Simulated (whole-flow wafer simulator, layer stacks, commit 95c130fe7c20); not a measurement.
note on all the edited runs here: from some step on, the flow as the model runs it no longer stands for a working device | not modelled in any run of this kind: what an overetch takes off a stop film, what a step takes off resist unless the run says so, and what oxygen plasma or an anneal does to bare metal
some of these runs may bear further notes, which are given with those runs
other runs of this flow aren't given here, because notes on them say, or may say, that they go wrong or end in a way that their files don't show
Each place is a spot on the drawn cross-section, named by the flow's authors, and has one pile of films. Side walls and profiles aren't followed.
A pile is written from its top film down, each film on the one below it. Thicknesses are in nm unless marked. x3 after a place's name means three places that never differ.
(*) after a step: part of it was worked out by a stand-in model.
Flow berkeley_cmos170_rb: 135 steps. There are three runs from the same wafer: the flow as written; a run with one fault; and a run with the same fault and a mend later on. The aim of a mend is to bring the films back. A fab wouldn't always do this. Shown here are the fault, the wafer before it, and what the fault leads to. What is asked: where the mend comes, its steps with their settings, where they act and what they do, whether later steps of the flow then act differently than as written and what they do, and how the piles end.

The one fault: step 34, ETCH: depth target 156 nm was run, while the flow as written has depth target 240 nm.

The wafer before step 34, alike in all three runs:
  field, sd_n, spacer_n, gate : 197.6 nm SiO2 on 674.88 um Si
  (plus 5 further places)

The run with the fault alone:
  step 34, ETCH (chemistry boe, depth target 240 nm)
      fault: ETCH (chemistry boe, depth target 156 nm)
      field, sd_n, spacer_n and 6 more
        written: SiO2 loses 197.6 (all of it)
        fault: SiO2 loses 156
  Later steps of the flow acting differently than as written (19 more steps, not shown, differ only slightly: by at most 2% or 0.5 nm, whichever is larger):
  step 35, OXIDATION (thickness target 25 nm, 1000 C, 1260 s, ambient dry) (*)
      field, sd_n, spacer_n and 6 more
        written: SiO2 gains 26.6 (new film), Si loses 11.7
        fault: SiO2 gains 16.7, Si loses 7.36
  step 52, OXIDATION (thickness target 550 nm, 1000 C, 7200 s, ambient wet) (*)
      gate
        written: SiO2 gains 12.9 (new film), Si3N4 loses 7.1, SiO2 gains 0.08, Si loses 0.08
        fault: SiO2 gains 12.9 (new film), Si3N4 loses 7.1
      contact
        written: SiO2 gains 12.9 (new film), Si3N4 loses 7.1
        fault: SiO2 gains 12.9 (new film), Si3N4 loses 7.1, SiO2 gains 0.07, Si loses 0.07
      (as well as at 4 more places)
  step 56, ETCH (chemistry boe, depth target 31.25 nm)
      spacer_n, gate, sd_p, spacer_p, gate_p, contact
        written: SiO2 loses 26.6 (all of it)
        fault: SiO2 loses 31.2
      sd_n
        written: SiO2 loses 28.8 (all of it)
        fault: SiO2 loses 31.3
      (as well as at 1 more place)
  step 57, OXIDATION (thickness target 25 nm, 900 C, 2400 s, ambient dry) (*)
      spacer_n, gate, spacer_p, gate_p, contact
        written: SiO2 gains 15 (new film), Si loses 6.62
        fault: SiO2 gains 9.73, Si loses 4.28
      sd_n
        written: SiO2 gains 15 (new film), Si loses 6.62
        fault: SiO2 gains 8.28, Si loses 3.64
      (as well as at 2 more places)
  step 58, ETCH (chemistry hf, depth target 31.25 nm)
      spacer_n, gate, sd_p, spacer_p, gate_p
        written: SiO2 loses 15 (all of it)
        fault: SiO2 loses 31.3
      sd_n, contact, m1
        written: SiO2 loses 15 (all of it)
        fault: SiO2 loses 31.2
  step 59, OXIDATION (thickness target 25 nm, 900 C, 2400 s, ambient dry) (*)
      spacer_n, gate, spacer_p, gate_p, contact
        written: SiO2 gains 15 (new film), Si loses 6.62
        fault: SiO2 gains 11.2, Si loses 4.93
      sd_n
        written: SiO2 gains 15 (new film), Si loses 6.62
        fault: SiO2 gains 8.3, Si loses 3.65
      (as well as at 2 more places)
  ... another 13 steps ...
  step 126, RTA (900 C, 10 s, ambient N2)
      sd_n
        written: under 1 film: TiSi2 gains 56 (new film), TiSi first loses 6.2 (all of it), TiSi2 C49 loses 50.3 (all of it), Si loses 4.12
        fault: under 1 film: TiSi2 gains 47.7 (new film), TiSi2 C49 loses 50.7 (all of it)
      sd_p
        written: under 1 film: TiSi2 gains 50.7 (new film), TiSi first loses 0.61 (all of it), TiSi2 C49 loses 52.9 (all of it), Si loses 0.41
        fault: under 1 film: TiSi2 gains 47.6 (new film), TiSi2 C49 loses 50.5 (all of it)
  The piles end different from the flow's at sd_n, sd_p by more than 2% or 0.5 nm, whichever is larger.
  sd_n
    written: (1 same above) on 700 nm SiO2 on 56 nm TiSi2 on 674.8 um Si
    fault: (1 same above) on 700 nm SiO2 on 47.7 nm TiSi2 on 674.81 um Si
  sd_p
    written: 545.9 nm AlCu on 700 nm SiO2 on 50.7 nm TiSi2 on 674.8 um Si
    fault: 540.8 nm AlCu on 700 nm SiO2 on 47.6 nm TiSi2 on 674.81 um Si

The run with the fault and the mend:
  After step 34 comes the mend.
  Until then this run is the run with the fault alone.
  step 34a, ETCH (chemistry boe, depth target 84 nm) (a further turn of the flow's step 34, with different settings)
      field, sd_n, spacer_n and 6 more
        SiO2 loses 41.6 (all of it)
  Every later step of the flow that is run acts as written at every place that is followed.
  By the end, the piles equal the flow's at every place that both follow.
